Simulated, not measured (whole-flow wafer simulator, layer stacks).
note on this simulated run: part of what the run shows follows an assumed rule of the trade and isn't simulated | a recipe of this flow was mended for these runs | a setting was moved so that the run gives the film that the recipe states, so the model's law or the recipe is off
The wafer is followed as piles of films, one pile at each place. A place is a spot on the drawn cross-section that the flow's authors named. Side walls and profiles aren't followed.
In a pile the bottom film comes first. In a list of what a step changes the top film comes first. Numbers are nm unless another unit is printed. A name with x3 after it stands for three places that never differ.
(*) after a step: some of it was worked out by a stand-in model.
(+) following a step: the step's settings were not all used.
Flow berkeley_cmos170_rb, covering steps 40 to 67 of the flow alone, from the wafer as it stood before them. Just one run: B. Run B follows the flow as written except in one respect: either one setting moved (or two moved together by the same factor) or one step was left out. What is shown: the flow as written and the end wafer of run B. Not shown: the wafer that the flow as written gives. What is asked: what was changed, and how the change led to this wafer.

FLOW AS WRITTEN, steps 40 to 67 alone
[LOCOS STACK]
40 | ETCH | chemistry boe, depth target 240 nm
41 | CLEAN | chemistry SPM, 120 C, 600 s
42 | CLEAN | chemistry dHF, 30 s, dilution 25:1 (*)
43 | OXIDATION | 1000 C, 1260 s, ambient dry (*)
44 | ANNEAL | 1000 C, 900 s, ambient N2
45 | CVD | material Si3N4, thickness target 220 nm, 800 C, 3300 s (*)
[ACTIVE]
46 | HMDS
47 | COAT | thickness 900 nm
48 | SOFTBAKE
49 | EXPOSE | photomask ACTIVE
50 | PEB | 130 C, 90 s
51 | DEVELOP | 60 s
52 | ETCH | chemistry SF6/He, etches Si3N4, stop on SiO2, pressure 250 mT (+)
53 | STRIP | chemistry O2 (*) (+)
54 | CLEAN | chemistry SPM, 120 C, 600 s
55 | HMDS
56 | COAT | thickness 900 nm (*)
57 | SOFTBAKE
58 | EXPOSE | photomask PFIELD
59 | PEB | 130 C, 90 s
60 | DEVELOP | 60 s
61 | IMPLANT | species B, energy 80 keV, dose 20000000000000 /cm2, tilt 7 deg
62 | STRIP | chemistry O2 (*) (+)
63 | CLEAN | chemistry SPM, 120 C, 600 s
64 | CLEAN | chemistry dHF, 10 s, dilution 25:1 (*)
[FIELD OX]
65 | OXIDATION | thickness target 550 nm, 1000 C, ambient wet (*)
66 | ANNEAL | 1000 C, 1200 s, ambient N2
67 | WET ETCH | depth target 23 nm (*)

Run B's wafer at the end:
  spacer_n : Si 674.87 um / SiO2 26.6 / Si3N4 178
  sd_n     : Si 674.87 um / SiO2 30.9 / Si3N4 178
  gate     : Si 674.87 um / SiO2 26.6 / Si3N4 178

Cause: step 45, CVD: 788 C was run, whereas the flow has 800 C.

The path from the change to this, step by step:
  45 | CVD | material Si3N4, thickness target 220 nm, 800 C, 3300 s (*)
      field, sd_n, spacer_n and 6 more: Si3N4 gains 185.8 (new film) (it would be, as written: Si3N4 gains 220 (new film))
  52 | ETCH | chemistry SF6/He, etches Si3N4, stop on SiO2, pressure 250 mT (+)
      sd_n, spacer_n, gate, sd_p, spacer_p, gate_p, contact, m1: KrF-resist loses 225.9 (it would be, as written: KrF-resist loses 263)
      field: Si3N4 loses 185.8 (all of it), SiO2 loses 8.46 (it would be, as written: Si3N4 loses 220 (all of it), SiO2 loses 8.46)
  53 | STRIP | chemistry O2 (*) (+)
      sd_n, spacer_n, gate, sd_p, spacer_p, gate_p, contact, m1: KrF-resist loses 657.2 (all of it) (it would be, as written: KrF-resist loses 620 (all of it))
  56 | COAT | thickness 900 nm (*)
      sd_n: KrF-resist gains 800.1 (new film) (it would be, as written: KrF-resist gains 782.7 (new film))
      m1: KrF-resist gains 801.5 (new film) (it would be, as written: KrF-resist gains 784.9 (new film))
  62 | STRIP | chemistry O2 (*) (+)
      sd_n: KrF-resist loses 783.4 (all of it) (it would be, as written: KrF-resist loses 766.1 (all of it))
      m1: KrF-resist loses 784.8 (all of it) (it would be, as written: KrF-resist loses 768.3 (all of it))
  65 | OXIDATION | thickness target 550 nm, 1000 C, ambient wet (*)
      gate: SiO2 gains 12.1 (new film), Si3N4 loses 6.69 (it would be, as written: SiO2 gains 12.1 (new film), Si3N4 loses 6.69, SiO2 gains 0.05, Si loses 0.05)
      sd_n: SiO2 gains 12.1 (new film), Si3N4 loses 6.69, SiO2 gains 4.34, Si loses 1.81 (it would be, as written: SiO2 gains 12.1 (new film), Si3N4 loses 6.69, SiO2 gains 1.54, Si loses 0.56)
